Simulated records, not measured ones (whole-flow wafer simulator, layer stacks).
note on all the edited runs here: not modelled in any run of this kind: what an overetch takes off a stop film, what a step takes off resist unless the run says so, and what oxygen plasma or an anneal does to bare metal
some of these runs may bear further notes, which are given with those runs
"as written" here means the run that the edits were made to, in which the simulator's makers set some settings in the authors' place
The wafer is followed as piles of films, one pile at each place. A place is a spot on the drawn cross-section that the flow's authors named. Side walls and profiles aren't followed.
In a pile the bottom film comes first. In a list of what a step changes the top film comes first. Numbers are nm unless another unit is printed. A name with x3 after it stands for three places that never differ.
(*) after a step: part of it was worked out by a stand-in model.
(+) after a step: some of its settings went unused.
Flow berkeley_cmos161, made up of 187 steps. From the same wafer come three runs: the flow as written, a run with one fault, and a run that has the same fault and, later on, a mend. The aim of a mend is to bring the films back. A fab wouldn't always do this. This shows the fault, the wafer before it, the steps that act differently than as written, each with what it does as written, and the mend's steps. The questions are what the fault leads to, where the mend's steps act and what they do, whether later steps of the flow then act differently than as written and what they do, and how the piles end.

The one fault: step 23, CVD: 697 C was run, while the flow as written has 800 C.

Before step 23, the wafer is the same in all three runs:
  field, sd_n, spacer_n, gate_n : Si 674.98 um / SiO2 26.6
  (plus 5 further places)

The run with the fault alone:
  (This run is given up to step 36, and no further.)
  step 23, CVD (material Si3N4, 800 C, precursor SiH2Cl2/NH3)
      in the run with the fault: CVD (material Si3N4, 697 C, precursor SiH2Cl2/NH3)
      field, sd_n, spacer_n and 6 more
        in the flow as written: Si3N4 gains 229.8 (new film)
        in the run with the fault: Si3N4 gains 43.4 (new film)
  Steps later in the flow that act otherwise than as written (not shown: 1 more step that differs only slightly, by at most 2% or 0.5 nm, whichever is larger):
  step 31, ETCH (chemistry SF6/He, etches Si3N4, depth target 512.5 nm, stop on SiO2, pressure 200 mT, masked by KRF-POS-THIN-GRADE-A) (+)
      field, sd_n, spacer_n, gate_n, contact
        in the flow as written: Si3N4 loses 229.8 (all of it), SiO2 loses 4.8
        in the run with the fault: Si3N4 loses 43.4 (all of it), SiO2 loses 4.8
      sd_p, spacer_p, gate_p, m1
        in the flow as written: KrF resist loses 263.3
        in the run with the fault: KrF resist loses 60.7
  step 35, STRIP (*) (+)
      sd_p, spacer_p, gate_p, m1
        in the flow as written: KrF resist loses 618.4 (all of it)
        in the run with the fault: KrF resist loses 820.9 (all of it)
  After step 36, at sd_p, spacer_p, gate_p, m1, the piles differ from the flow's by more than 2% or 0.5 nm, whichever is larger.
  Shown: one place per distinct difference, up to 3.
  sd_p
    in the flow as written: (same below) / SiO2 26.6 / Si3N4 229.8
    in the run with the fault: (same below) / SiO2 26.6 / Si3N4 43.4

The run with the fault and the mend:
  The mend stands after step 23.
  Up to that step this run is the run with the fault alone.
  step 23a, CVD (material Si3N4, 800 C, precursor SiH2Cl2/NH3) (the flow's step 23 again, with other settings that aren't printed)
      field, sd_n, spacer_n and 6 more
        Si3N4 gains 186.4
  None of the later steps of the flow differs from how it acts as written, at any place that is followed, by more than 2% or 0.5 nm, whichever is larger.
  At every place that both follow, the piles at the end match the flow's.
